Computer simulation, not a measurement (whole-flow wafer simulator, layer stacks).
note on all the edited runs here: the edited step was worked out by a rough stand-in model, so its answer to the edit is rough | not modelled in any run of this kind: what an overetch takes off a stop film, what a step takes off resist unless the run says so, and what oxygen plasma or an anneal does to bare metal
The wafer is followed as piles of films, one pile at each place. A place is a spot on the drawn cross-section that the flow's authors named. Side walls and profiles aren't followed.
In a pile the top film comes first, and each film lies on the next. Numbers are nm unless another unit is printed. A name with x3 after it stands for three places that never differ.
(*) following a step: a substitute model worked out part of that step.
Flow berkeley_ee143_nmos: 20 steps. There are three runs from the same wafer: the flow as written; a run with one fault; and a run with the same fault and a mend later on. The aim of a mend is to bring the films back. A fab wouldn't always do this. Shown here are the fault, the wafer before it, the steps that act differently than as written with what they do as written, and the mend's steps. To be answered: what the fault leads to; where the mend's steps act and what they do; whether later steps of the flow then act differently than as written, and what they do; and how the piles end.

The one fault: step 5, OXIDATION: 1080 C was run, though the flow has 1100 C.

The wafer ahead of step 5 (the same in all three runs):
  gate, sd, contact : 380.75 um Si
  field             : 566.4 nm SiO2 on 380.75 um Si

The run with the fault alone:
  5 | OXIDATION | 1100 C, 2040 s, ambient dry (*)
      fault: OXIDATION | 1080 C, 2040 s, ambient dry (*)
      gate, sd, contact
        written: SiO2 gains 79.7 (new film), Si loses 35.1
        fault: SiO2 gains 68.7 (new film), Si loses 30.2
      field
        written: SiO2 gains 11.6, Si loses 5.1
        fault: SiO2 gains 9.63, Si loses 4.24
  Steps further on in the flow that do not act as written (1 more step, not shown, differs only slightly: by at most 2% or 0.5 nm, whichever is larger):
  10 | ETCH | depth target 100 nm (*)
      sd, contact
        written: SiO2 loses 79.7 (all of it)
        fault: SiO2 loses 68.7 (all of it)
  At gate, the piles at the end differ from the flow's by more than 2% or 0.5 nm, whichever is larger.
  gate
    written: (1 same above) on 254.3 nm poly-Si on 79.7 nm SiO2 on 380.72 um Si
    fault: (1 same above) on 254.3 nm poly-Si on 68.7 nm SiO2 on 380.72 um Si

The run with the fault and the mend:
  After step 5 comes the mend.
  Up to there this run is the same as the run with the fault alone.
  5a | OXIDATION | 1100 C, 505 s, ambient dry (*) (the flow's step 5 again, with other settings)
      gate, sd, contact
        SiO2 gains 11, Si loses 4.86
      field
        SiO2 gains 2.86, Si loses 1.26
  Every later step of the flow that is run acts as written, at every place that is followed, to within 2% or 0.5 nm, whichever is larger.
  At the end the piles are close to the flow's at the places that both follow, differing by at most 2% or 0.5 nm, whichever is larger.
